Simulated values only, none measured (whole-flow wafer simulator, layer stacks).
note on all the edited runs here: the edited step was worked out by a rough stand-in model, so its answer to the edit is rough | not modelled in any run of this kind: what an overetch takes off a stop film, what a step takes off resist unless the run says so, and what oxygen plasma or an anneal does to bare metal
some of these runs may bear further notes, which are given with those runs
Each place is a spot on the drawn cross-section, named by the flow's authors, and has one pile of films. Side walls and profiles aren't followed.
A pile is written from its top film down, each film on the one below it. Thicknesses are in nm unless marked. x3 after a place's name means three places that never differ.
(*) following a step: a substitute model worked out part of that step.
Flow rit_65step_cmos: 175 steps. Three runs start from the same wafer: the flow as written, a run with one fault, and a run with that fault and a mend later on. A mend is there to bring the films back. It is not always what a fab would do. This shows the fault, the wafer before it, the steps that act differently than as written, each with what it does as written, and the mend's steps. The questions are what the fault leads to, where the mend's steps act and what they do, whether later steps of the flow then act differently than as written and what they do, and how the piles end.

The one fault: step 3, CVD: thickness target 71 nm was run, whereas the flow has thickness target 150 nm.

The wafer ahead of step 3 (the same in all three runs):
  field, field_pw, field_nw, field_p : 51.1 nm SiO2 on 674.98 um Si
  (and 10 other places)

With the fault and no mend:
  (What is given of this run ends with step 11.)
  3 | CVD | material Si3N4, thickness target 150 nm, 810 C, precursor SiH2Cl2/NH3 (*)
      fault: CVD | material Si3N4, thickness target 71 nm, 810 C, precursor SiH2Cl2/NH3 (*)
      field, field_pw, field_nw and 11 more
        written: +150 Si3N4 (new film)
        fault: +71 Si3N4 (new film)
  None of the later steps of the flow up to step 11 acts differently than as written at any place that is followed.
  After step 11, at field, field_pw, field_nw and 11 more, the piles differ from the flow's by more than 2% or 0.5 nm, whichever is larger.
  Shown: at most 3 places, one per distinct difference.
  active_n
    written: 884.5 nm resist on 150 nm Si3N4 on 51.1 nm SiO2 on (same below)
    fault: 884.5 nm resist on 71 nm Si3N4 on 51.1 nm SiO2 on (same below)
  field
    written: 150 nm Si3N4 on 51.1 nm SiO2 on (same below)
    fault: 71 nm Si3N4 on 51.1 nm SiO2 on (same below)

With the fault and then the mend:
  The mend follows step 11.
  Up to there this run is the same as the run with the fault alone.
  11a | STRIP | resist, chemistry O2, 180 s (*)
      active_n, active_p, gate_n and 7 more
        -884.5 resist (all of it)
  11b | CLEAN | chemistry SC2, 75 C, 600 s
      alters no film at any place that is followed
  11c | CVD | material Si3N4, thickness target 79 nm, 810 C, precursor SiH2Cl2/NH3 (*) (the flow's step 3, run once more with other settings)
      field, field_pw, field_nw and 11 more
        +79 Si3N4
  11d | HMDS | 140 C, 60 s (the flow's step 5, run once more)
      alters no film at any place that is followed
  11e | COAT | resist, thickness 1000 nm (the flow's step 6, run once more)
      field, field_pw, field_nw and 11 more
        +1000 resist (new film)
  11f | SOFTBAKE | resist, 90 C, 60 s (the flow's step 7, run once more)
      alters no film at any place that is followed
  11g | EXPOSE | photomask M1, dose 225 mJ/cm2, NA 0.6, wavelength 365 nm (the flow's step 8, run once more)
      alters no film at any place that is followed
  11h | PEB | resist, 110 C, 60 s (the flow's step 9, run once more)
      field, field_pw, field_nw and 11 more
        -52 resist
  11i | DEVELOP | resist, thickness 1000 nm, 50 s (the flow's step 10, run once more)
      field, field_pw, field_nw, field_p
        -948 resist (all of it)
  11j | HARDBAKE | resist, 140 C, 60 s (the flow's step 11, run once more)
      active_n, active_p, gate_n and 7 more
        -63.5 resist
  None of the later steps of the flow acts differently than as written at any place that is followed.
  At every place that both follow, the piles at the end match the flow's.
